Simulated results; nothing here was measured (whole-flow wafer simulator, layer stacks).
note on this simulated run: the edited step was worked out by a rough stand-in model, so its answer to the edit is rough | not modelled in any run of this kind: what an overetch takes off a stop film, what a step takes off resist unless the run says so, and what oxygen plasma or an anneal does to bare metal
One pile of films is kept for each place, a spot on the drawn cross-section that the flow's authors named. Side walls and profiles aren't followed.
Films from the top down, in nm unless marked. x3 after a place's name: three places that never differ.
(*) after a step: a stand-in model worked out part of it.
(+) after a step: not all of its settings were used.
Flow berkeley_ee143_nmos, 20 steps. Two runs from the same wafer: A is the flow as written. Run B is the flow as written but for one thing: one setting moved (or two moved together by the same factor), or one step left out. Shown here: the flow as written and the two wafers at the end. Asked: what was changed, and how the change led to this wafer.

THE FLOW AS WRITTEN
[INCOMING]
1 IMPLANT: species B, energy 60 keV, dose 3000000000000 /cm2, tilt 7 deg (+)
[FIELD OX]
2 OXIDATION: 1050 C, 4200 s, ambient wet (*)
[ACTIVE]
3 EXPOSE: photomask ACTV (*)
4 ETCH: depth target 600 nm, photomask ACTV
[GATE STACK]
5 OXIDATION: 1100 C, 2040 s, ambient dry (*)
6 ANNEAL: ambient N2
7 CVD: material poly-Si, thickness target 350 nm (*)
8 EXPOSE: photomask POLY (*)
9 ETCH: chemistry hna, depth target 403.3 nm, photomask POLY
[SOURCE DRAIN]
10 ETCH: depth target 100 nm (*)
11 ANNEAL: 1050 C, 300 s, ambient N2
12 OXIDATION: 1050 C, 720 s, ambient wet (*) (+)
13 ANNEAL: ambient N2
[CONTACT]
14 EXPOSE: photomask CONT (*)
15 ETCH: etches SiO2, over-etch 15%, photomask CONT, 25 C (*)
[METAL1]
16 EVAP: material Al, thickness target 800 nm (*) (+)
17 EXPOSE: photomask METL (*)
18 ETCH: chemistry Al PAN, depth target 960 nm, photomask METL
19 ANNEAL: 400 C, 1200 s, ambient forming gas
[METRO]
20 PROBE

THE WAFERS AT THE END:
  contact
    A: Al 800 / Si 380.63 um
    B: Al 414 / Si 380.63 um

The cause: step 16, EVAP: thickness target 414 nm was run, where the flow has thickness target 800 nm.
It can be read off the wafer: contact has Al 414, and step 16 as written asks for 800 nm.

How the change led to this, step by step:
  16 EVAP: material Al, thickness target 800 nm (*) (+)
      gate, sd, contact, field: A Al +800 (new film) | B Al +414 (new film)
  18 ETCH: chemistry Al PAN, depth target 960 nm, photomask METL
      gate, sd, field: A Al -800 (all of it) | B Al -414 (all of it)
